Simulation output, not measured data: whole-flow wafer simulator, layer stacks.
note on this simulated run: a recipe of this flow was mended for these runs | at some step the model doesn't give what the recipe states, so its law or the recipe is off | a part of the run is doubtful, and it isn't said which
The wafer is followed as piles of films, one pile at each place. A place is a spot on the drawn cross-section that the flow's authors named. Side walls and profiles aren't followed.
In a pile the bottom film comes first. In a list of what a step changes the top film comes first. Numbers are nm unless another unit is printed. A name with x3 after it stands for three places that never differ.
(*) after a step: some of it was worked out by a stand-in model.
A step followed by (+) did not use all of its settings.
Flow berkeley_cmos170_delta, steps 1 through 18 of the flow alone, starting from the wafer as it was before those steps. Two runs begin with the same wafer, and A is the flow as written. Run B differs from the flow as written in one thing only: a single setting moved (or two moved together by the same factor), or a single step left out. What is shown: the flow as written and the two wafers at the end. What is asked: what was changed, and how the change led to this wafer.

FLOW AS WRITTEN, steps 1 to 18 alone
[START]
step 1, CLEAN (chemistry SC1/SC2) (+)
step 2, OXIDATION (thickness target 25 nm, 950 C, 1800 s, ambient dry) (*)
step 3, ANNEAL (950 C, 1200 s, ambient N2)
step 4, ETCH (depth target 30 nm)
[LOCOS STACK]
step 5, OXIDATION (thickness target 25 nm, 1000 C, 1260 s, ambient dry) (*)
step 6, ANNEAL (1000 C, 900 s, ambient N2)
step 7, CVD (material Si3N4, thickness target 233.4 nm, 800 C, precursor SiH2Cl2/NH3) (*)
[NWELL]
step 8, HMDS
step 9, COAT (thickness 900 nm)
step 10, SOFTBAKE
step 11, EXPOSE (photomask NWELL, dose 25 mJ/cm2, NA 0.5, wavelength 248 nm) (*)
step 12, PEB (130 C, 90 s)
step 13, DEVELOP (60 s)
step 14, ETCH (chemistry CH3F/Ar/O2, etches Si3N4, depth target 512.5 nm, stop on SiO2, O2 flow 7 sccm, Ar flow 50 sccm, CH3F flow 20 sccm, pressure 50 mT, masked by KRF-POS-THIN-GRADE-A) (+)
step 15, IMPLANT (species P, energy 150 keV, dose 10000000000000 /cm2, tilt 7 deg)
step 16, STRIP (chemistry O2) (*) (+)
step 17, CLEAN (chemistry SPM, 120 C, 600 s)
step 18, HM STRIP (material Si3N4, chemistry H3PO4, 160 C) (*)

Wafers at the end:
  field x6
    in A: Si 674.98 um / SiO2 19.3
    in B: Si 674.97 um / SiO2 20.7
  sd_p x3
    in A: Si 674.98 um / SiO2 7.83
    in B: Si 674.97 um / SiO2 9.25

What caused this: step 2, OXIDATION: thickness target 60 nm was run, though the flow has thickness target 25 nm; step 2, OXIDATION: 4320 s was run, where the flow has 1800 s.

Step by step, how the change led to this:
  step 2, OXIDATION (thickness target 25 nm, 950 C, 1800 s, ambient dry) (*)
      field x6, sd_p x3: A SiO2 gains 20.7 (new film), chemical SiO2 loses 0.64 (all of it), Si loses 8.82 | B SiO2 gains 35.8 (new film), chemical SiO2 loses 0.64 (all of it), Si loses 15.5
  step 4, ETCH (depth target 30 nm)
      field x6, sd_p x3: A SiO2 loses 20.7 (all of it) | B SiO2 loses 30
  step 5, OXIDATION (thickness target 25 nm, 1000 C, 1260 s, ambient dry) (*)
      field x6, sd_p x3: A SiO2 gains 26.6 (new film), Si loses 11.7 | B SiO2 gains 22.2, Si loses 9.76
